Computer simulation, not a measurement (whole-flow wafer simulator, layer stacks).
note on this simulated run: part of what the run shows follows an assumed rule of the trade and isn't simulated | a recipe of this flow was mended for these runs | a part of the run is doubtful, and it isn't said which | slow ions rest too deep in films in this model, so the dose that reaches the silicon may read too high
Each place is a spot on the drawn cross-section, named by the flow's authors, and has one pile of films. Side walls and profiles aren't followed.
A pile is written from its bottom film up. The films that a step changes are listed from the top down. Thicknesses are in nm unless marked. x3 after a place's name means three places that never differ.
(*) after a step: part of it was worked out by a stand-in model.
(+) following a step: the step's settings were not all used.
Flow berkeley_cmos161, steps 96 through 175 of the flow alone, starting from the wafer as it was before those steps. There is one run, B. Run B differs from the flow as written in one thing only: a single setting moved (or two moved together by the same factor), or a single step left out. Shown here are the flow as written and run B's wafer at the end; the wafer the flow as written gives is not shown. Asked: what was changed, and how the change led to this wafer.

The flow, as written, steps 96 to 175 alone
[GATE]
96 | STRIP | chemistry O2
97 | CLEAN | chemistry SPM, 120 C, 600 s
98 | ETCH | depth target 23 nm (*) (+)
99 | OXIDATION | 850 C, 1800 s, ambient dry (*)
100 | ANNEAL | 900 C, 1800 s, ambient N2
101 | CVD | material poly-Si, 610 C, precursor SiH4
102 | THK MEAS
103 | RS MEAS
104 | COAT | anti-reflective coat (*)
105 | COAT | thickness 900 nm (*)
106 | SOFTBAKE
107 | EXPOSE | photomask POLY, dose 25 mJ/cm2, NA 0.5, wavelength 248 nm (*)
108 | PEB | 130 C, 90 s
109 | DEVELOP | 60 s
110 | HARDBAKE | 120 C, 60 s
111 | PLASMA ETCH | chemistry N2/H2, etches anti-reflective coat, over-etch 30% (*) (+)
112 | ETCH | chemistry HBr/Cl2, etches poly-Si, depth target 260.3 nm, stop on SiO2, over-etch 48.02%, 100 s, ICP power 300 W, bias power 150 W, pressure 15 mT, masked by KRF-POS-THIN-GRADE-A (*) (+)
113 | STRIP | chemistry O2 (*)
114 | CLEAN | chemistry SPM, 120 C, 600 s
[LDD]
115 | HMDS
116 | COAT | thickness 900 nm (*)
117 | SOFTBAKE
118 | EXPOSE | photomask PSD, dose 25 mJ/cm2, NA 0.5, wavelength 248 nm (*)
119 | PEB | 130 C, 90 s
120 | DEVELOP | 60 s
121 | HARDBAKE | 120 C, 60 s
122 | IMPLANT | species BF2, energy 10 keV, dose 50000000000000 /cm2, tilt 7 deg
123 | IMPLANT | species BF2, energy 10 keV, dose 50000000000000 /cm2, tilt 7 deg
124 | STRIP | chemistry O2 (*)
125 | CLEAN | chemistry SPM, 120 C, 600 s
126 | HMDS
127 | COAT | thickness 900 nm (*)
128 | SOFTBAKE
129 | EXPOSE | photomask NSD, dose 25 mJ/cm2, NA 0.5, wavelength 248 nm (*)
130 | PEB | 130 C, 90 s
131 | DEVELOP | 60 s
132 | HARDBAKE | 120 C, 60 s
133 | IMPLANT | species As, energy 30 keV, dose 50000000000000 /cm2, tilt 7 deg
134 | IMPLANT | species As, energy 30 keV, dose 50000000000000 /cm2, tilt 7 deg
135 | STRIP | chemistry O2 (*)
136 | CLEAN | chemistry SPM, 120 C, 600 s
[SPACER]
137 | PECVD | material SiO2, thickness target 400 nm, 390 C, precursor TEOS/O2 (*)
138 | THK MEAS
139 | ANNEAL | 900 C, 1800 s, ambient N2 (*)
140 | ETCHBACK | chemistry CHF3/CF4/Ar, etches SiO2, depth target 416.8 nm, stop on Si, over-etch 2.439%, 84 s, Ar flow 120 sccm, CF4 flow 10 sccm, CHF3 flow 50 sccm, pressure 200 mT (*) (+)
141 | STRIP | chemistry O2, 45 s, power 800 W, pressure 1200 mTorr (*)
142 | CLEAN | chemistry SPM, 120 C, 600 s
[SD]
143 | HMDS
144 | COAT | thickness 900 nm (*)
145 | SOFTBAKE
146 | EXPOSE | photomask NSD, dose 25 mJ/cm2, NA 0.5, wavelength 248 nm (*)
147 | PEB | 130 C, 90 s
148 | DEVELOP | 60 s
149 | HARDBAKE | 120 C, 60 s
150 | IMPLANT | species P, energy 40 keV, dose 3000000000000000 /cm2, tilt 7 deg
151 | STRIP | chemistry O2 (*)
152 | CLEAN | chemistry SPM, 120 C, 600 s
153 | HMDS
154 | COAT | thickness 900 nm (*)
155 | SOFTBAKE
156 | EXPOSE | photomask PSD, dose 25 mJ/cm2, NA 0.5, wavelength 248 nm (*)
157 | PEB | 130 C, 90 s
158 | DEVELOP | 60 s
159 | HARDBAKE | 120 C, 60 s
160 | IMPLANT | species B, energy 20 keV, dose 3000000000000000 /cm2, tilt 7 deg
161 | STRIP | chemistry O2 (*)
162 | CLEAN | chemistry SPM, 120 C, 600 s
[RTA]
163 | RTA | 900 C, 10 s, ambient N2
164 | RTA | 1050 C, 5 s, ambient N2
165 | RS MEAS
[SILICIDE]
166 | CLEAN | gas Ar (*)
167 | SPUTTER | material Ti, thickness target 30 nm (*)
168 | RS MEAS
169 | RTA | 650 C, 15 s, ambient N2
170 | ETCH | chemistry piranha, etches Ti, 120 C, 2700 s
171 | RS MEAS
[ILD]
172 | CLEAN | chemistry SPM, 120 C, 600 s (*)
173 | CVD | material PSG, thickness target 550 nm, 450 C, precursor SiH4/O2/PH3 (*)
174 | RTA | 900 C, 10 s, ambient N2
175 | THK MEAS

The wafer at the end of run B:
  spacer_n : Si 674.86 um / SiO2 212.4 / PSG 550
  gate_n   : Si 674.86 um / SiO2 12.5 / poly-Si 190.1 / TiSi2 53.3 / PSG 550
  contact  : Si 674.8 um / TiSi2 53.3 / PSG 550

The reason: step 99, OXIDATION: 900 C was run, while the flow as written has 850 C.

How this came from the change, step by step:
  99 | OXIDATION | 850 C, 1800 s, ambient dry (*)
      sd_n, spacer_n, gate_n, sd_p, spacer_p, gate_p, contact, m1: SiO2 gains 12.5 (new film), Si loses 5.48 (it would be, as written: SiO2 gains 7.48 (new film), Si loses 3.29)
      field: SiO2 gains 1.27, Si loses 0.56 (it would be, as written: SiO2 gains 0.5, Si loses 0.22)
